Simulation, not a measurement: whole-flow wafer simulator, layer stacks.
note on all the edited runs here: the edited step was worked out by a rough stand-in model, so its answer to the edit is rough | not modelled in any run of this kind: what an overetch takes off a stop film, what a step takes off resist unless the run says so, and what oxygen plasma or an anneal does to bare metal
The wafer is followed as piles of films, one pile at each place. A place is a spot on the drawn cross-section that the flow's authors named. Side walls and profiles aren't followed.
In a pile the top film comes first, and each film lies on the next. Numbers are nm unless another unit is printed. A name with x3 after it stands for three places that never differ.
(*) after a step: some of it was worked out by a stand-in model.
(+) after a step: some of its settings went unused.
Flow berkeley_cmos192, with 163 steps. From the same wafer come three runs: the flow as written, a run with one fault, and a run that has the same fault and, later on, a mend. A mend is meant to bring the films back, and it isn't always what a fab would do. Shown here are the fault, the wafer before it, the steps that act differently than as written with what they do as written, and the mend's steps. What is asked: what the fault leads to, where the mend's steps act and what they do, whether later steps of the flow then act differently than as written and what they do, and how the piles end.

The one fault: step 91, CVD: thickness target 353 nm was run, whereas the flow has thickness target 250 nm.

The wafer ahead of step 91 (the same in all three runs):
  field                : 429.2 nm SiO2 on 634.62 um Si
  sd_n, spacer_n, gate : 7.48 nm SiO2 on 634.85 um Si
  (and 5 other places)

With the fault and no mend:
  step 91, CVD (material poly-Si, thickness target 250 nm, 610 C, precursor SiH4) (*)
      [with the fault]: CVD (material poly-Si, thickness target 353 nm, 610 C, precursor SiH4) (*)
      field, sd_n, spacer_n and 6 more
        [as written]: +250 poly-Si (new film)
        [with the fault]: +353 poly-Si (new film)
  Steps later in the flow that act otherwise than as written (16 more steps, not shown, differ only slightly: by at most 2% or 0.5 nm, whichever is larger):
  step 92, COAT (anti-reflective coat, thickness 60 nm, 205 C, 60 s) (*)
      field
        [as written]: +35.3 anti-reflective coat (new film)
        [with the fault]: +36.4 anti-reflective coat (new film)
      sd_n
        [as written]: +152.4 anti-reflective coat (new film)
        [with the fault]: +156.9 anti-reflective coat (new film)
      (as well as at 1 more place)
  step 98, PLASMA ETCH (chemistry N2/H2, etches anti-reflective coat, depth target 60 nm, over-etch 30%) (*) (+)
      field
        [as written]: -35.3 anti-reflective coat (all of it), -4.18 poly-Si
        [with the fault]: -36.4 anti-reflective coat (all of it), -4.3 poly-Si
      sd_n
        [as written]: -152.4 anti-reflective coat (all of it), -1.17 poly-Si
        [with the fault]: -156.9 anti-reflective coat (all of it), -1.21 poly-Si
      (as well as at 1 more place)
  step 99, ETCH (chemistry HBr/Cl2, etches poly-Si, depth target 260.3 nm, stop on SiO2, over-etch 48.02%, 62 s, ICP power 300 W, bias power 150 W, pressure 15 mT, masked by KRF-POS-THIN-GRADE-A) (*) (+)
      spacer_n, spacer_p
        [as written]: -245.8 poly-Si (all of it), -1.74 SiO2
        [with the fault]: -348.6 poly-Si (all of it), -0.18 SiO2
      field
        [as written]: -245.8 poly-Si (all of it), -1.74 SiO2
        [with the fault]: -348.7 poly-Si (all of it), -0.18 SiO2
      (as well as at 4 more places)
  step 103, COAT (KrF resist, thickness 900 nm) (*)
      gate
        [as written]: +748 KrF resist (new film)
        [with the fault]: +661.7 KrF resist (new film)
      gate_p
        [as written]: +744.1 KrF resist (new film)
        [with the fault]: +657.8 KrF resist (new film)
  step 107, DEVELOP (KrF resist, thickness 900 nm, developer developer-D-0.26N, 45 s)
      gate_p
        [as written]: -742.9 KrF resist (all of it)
        [with the fault]: -656.8 KrF resist (all of it)
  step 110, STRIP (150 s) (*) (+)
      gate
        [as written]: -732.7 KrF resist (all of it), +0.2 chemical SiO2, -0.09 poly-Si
        [with the fault]: -646.5 KrF resist (all of it), +0.2 chemical SiO2, -0.09 poly-Si
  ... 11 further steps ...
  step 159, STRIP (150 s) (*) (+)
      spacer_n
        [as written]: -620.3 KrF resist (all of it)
        [with the fault]: -565.2 KrF resist (all of it)
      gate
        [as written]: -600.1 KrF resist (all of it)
        [with the fault]: -551.8 KrF resist (all of it)
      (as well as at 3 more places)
  The piles end different from the flow's at spacer_n, gate, spacer_p, gate_p by more than 2% or 0.5 nm, whichever is larger.
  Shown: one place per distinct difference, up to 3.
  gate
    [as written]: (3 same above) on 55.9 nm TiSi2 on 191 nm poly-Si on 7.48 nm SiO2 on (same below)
    [with the fault]: (3 same above) on 55.9 nm TiSi2 on 294 nm poly-Si on 7.48 nm SiO2 on (same below)
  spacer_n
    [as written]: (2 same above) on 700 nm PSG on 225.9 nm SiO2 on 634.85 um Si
    [with the fault]: (2 same above) on 700 nm PSG on 328.9 nm SiO2 on 634.85 um Si
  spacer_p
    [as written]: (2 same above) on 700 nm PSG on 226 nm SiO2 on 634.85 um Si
    [with the fault]: (2 same above) on 700 nm PSG on 329 nm SiO2 on 634.85 um Si

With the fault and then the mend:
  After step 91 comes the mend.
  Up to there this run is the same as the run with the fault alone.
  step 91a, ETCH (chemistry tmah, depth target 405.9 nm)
      field, sd_n, spacer_n and 6 more
        -353 poly-Si (all of it)
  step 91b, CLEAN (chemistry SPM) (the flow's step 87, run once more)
      alters no film at any place that is followed
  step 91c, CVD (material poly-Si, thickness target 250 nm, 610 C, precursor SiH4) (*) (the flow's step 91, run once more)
      field, sd_n, spacer_n and 6 more
        +250 poly-Si (new film)
  None of the later steps of the flow acts differently than as written at any place that is followed.
  By the end, the piles equal the flow's at every place that both follow.
